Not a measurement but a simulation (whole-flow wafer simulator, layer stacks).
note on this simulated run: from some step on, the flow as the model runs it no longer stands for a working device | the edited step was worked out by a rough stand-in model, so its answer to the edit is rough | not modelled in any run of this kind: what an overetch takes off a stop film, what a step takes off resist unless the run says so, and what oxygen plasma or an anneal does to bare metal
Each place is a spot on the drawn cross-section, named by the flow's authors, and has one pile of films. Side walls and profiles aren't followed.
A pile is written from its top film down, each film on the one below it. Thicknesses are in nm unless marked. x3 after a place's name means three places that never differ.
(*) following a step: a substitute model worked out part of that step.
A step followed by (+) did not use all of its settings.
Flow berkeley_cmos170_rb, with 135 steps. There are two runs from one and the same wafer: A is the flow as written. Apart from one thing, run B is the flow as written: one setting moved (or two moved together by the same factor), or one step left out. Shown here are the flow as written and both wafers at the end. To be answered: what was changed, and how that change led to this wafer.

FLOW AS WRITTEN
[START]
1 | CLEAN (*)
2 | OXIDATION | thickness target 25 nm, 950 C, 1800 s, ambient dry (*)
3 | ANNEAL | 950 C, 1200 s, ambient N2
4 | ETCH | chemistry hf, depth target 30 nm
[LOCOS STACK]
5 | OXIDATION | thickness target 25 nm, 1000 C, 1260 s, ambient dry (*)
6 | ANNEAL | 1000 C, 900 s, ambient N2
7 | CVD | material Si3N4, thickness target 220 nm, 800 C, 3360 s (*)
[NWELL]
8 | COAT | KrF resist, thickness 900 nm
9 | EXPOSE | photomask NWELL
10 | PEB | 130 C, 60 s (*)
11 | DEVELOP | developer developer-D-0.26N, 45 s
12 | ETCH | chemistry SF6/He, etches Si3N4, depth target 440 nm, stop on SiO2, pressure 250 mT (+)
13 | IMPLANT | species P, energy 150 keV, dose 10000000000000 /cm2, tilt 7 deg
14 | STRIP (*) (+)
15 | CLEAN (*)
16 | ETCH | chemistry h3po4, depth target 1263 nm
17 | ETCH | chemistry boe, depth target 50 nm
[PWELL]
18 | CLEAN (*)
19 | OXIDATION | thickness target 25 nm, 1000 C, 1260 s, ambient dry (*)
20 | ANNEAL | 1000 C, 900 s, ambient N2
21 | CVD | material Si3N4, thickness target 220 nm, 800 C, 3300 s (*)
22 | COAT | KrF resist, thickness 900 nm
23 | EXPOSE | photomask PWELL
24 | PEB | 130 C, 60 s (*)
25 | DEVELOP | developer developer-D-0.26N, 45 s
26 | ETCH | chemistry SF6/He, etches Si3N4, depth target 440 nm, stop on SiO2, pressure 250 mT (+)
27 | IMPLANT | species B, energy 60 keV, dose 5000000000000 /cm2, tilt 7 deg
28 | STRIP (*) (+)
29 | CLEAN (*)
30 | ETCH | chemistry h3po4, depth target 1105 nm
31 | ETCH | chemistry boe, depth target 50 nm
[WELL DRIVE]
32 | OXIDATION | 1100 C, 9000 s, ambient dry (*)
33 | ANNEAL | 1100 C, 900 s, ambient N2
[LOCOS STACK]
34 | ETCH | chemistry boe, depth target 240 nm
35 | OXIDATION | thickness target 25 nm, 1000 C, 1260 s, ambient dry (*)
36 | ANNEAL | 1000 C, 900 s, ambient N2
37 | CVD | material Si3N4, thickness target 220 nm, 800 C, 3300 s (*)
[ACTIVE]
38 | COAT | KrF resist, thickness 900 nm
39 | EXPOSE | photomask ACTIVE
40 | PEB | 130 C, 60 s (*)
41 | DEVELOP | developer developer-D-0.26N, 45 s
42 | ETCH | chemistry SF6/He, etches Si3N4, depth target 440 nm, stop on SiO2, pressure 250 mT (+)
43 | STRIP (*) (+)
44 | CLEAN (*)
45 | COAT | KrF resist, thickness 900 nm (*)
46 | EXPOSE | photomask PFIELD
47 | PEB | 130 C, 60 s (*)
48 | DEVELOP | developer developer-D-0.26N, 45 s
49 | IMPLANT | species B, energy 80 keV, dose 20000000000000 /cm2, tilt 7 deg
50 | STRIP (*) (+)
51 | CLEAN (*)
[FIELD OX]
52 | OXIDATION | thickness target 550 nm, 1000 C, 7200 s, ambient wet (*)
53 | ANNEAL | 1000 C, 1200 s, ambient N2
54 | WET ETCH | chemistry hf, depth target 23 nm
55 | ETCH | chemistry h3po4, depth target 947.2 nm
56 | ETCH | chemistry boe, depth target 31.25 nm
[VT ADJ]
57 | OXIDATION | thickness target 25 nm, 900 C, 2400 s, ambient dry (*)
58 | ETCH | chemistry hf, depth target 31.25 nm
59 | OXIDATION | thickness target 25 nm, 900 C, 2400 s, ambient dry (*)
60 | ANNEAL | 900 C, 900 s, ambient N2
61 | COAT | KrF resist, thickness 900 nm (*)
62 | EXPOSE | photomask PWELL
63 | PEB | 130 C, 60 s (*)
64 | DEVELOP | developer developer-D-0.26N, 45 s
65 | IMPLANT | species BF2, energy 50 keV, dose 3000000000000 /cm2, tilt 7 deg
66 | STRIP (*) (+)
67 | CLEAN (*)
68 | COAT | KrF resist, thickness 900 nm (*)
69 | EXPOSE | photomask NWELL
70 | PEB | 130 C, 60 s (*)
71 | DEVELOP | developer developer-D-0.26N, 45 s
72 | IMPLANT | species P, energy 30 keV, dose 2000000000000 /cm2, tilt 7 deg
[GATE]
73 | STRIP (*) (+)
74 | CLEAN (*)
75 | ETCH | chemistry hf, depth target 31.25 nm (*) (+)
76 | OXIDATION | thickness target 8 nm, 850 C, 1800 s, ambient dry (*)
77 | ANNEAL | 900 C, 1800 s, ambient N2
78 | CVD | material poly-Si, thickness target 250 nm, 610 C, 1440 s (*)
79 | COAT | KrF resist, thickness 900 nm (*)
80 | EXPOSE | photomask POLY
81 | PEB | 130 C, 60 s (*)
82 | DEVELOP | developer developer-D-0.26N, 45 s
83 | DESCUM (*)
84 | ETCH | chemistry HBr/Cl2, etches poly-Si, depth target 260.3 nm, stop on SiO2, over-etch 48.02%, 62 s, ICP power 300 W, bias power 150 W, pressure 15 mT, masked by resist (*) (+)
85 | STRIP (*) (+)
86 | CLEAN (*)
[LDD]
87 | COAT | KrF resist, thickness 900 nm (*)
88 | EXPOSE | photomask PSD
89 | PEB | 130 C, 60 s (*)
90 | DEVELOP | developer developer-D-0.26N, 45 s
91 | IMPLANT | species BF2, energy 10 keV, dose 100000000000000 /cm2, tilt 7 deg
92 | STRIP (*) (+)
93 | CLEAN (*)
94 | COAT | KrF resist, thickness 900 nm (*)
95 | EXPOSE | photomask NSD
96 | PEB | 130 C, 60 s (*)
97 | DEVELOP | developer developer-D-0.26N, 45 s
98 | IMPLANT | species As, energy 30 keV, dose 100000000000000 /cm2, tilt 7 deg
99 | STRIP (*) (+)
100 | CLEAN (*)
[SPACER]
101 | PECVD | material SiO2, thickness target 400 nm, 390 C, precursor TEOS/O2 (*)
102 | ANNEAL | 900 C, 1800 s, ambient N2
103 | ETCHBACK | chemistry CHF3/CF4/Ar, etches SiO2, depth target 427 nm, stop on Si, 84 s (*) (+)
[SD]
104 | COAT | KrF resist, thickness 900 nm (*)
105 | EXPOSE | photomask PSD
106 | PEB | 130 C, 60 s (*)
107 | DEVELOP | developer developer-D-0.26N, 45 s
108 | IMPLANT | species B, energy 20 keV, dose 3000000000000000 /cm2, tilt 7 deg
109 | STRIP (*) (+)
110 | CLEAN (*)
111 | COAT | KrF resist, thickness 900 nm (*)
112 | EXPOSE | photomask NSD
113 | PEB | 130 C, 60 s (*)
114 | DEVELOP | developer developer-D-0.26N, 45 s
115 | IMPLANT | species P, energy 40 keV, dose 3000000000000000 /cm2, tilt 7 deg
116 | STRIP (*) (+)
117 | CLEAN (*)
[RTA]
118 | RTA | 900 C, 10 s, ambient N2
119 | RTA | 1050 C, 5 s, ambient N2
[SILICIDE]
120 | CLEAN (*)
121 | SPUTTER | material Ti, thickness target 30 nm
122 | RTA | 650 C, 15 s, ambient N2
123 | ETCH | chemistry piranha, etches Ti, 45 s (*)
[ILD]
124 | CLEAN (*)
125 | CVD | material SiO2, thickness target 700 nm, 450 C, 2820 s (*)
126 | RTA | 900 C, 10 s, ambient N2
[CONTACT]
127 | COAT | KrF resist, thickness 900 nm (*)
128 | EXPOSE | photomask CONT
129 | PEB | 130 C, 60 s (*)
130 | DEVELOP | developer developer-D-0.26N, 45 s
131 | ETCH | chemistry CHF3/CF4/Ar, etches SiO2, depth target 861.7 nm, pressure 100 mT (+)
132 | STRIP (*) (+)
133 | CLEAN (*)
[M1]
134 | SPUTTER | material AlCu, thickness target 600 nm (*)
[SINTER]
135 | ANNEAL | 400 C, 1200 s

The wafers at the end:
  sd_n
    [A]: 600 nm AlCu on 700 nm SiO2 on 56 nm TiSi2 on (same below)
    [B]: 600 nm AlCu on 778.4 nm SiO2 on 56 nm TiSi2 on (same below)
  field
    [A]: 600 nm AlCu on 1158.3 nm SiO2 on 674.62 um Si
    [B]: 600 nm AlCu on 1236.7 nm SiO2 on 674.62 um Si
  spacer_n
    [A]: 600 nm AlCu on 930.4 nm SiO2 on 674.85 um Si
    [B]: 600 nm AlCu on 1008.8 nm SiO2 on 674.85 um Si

Cause: step 125, CVD: thickness target 778.4 nm was run, while the flow as written has thickness target 700 nm; step 125, CVD: 3136 s was run, where the flow has 2820 s.
The wafer lets one read it off: sd_n has SiO2 778.4, and step 125 as written asks for 700 nm.

How this came from the change, step by step:
  125 | CVD | material SiO2, thickness target 700 nm, 450 C, 2820 s (*)
      sd_n, gate, sd_p, gate_p, contact, m1: A SiO2 gains 700 (new film) | B SiO2 gains 778.4 (new film)
      field, spacer_n, spacer_p: A SiO2 gains 700 | B SiO2 gains 778.4
  131 | ETCH | chemistry CHF3/CF4/Ar, etches SiO2, depth target 861.7 nm, pressure 100 mT (+)
      contact: A SiO2 loses 700 (all of it), TiSi2 loses 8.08 | B SiO2 loses 778.4 (all of it), TiSi2 loses 4.16
  134 | SPUTTER | material AlCu, thickness target 600 nm (*)
      contact: A AlCu gains 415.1 (new film) | B AlCu gains 397.3 (new film)
